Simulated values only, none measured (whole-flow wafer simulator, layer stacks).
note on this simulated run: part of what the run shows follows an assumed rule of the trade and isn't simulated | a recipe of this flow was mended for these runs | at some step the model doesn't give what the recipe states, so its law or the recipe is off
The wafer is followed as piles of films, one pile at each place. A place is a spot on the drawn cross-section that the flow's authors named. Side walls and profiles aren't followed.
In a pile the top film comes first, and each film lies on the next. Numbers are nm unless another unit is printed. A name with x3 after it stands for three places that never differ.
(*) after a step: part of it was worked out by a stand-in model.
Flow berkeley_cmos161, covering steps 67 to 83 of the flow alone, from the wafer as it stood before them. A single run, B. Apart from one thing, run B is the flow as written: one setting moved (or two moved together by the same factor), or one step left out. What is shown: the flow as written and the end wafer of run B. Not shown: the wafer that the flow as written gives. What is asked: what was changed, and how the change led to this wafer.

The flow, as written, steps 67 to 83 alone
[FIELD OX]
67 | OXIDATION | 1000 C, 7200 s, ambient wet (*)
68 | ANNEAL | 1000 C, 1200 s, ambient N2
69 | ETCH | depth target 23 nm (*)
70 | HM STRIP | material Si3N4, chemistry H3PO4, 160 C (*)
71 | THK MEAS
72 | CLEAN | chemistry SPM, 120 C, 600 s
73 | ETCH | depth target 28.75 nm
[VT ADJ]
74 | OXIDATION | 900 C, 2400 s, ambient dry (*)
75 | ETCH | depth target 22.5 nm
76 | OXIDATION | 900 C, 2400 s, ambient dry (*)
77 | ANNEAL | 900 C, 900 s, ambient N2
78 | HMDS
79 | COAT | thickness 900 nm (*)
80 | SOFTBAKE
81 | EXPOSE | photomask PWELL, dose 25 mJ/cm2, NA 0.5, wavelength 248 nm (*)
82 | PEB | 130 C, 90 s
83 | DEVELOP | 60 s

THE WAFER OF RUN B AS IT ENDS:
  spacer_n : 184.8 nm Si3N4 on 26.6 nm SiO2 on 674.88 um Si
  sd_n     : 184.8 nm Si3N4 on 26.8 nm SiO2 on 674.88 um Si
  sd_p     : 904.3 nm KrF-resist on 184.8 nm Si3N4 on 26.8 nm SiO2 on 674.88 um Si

The reason: step 69, ETCH: depth target 11 nm was run, whereas the flow has depth target 23 nm.

The path from the change to this, step by step:
  69 | ETCH | depth target 23 nm (*)
      sd_n, spacer_n, gate_n, sd_p, spacer_p, gate_p, contact, m1: SiO2 loses 11 (in the flow as written it would be: SiO2 loses 12.1 (all of it), Si3N4 loses 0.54)
      field: SiO2 loses 11 (in the flow as written it would be: SiO2 loses 23)
  70 | HM STRIP | material Si3N4, chemistry H3PO4, 160 C (*)
      sd_n, spacer_n, gate_n, sd_p, spacer_p, gate_p, contact, m1: nothing (in the flow as written it would be: Si3N4 loses 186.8 (all of it), SiO2 loses 8.69)
      field: nothing (in the flow as written it would be: SiO2 loses 14.5)
  73 | ETCH | depth target 28.75 nm
      spacer_n, gate_n, spacer_p, gate_p, contact, m1: SiO2 loses 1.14 (all of it), Si3N4 loses 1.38 (in the flow as written it would be: SiO2 loses 17.9 (all of it))
      sd_n, sd_p: SiO2 loses 1.14 (all of it), Si3N4 loses 1.38 (in the flow as written it would be: SiO2 loses 18.1 (all of it))
  74 | OXIDATION | 900 C, 2400 s, ambient dry (*)
      sd_n, spacer_n, gate_n, sd_p, spacer_p, gate_p, contact, m1: nothing (in the flow as written it would be: SiO2 gains 14.9 (new film), Si loses 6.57)
  75 | ETCH | depth target 22.5 nm
      sd_n, spacer_n, gate_n, sd_p, spacer_p, gate_p, contact, m1: Si3N4 loses 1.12 (in the flow as written it would be: SiO2 loses 14.9 (all of it))
  76 | OXIDATION | 900 C, 2400 s, ambient dry (*)
      sd_n, spacer_n, gate_n, sd_p, spacer_p, gate_p, contact, m1: nothing (in the flow as written it would be: SiO2 gains 14.9 (new film), Si loses 6.57)
  79 | COAT | thickness 900 nm (*)
      field: KrF-resist gains 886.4 (new film) (in the flow as written it would be: KrF-resist gains 838.3 (new film))
      sd_n: KrF-resist gains 925.7 (new film) (in the flow as written it would be: KrF-resist gains 1020.9 (new film))
      (as well as at 7 more places)
  83 | DEVELOP | 60 s
      field: KrF-resist loses 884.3 (all of it) (in the flow as written it would be: KrF-resist loses 836.4 (all of it))
      sd_n: KrF-resist loses 923.5 (all of it) (in the flow as written it would be: KrF-resist loses 1018.4 (all of it))
      (as well as at 4 more places)
